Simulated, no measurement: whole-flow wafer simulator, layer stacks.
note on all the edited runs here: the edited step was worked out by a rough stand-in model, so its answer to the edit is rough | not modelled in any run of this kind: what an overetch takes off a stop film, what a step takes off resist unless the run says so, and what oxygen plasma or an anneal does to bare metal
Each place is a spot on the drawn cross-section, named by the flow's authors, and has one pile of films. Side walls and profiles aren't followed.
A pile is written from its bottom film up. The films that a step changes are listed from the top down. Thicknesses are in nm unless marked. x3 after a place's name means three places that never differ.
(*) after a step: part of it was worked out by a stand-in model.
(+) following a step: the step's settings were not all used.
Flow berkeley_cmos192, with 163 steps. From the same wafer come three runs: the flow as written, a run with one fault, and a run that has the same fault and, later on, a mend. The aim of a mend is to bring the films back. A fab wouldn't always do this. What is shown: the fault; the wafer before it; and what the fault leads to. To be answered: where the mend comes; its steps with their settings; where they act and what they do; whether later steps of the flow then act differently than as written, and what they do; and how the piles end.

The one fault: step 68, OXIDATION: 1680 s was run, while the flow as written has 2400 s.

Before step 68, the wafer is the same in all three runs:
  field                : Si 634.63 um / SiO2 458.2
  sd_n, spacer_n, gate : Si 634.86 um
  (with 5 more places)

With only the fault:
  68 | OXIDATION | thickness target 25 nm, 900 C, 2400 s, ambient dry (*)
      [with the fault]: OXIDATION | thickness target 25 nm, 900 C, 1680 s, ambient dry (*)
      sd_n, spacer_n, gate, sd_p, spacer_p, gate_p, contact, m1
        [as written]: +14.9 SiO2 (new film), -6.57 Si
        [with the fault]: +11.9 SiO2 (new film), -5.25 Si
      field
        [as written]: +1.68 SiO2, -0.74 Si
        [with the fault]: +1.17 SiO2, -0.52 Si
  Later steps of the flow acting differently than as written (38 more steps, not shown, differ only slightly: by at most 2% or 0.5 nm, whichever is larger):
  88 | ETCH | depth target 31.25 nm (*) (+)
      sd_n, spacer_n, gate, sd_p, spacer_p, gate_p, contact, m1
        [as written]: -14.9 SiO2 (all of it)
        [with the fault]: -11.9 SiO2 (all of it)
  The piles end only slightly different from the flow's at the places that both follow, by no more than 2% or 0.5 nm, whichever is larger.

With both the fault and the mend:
  The mend follows step 68.
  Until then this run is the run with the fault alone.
  68a | OXIDATION | thickness target 25 nm, 900 C, 720 s, ambient dry (*) (a further turn of the flow's step 68, with different settings)
      sd_n, spacer_n, gate, sd_p, spacer_p, gate_p, contact, m1
        +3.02 SiO2, -1.33 Si
      field
        +0.5 SiO2, -0.22 Si
  Later steps of the flow that are run all act as written at every place that is followed.
  At every place that both follow, the piles at the end match the flow's.
